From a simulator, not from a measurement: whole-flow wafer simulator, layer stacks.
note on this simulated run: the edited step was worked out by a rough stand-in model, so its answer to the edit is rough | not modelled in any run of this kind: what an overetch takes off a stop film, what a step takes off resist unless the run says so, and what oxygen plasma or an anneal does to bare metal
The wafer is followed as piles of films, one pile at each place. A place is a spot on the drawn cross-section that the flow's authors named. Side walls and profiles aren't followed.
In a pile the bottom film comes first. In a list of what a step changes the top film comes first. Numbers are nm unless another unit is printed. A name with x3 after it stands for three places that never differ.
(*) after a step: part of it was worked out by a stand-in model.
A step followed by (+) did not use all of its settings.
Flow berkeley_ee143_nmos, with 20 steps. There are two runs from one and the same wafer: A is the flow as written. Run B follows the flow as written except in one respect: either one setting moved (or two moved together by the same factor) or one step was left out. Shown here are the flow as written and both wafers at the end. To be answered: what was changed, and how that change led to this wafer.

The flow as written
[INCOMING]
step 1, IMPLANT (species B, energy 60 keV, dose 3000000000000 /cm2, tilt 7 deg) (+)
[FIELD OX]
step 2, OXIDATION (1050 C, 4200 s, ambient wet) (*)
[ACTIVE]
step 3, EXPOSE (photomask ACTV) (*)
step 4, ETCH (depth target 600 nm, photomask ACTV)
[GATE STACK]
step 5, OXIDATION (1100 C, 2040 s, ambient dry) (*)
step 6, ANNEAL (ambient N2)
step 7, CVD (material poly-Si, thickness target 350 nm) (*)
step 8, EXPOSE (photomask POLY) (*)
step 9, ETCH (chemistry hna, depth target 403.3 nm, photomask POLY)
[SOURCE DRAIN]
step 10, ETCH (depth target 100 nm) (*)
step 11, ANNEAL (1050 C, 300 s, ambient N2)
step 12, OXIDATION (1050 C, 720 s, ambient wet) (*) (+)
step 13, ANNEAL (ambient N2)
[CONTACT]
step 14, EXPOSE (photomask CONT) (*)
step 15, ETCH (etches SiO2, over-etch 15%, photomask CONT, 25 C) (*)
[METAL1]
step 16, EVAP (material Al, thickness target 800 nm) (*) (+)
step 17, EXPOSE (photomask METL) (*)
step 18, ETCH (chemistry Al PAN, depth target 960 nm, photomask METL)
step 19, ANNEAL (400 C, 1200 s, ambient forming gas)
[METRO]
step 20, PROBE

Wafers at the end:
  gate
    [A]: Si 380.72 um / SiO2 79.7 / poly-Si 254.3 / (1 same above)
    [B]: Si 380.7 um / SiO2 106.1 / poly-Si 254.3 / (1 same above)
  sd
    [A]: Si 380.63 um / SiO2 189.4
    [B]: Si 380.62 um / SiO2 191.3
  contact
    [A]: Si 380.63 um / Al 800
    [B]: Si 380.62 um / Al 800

What caused this: step 5, OXIDATION: 3264 s was run, though the flow has 2040 s.

The path from the change to this, step by step:
  step 5, OXIDATION (1100 C, 2040 s, ambient dry) (*)
      gate, sd, contact: A +79.7 SiO2 (new film), -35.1 Si | B +106.1 SiO2 (new film), -46.7 Si
      field: A +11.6 SiO2, -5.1 Si | B +18.5 SiO2, -8.12 Si
  step 10, ETCH (depth target 100 nm) (*)
      sd, contact: A -79.7 SiO2 (all of it) | B -100 SiO2
  step 12, OXIDATION (1050 C, 720 s, ambient wet) (*) (+)
      sd, contact: A +189.4 SiO2 (new film), -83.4 Si | B +185.2 SiO2, -81.5 Si
